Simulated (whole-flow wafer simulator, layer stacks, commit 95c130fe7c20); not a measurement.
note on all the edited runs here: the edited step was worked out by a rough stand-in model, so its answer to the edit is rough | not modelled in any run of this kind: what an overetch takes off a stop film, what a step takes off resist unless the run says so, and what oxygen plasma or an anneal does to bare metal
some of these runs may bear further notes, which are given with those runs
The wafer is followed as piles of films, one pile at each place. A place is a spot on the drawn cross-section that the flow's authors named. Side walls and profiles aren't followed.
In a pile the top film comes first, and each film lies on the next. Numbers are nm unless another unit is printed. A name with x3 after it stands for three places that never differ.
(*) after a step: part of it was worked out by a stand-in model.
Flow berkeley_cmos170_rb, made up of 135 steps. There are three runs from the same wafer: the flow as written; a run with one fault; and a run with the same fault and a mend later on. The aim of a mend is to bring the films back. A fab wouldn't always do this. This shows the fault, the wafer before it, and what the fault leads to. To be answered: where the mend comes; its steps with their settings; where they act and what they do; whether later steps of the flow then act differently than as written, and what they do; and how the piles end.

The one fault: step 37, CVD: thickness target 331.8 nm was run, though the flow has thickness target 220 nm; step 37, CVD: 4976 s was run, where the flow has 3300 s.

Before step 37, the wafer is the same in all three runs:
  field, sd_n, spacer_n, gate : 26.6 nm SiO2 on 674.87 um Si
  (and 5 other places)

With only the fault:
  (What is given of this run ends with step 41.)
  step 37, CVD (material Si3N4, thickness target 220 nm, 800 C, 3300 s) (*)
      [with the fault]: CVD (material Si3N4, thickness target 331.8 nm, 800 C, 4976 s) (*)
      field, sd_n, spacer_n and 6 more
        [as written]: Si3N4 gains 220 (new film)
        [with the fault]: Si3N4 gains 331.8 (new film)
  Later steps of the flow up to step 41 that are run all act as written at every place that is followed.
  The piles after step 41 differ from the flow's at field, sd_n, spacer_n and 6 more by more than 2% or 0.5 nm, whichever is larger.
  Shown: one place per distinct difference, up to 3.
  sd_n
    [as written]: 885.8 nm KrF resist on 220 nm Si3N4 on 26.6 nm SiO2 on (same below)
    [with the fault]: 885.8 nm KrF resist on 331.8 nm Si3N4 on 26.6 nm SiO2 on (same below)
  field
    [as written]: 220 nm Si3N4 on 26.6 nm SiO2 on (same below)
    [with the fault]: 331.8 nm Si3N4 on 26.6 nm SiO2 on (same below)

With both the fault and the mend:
  The mend follows step 37.
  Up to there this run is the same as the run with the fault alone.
  step 37a, ETCH (chemistry h3po4, depth target 381.2 nm) (the flow's step 30, run once more with other settings)
      field, sd_n, spacer_n and 6 more
        Si3N4 loses 331.8 (all of it)
  step 37b, CLEAN (*)
      does not change any film at any place that is followed
  step 37c, CVD (material Si3N4, thickness target 220 nm, 800 C, 3300 s) (*) (the flow's step 37, run once more)
      field, sd_n, spacer_n and 6 more
        Si3N4 gains 220 (new film)
  Later steps of the flow that are run all act as written at every place that is followed.
  By the end, the piles equal the flow's at every place that both follow.
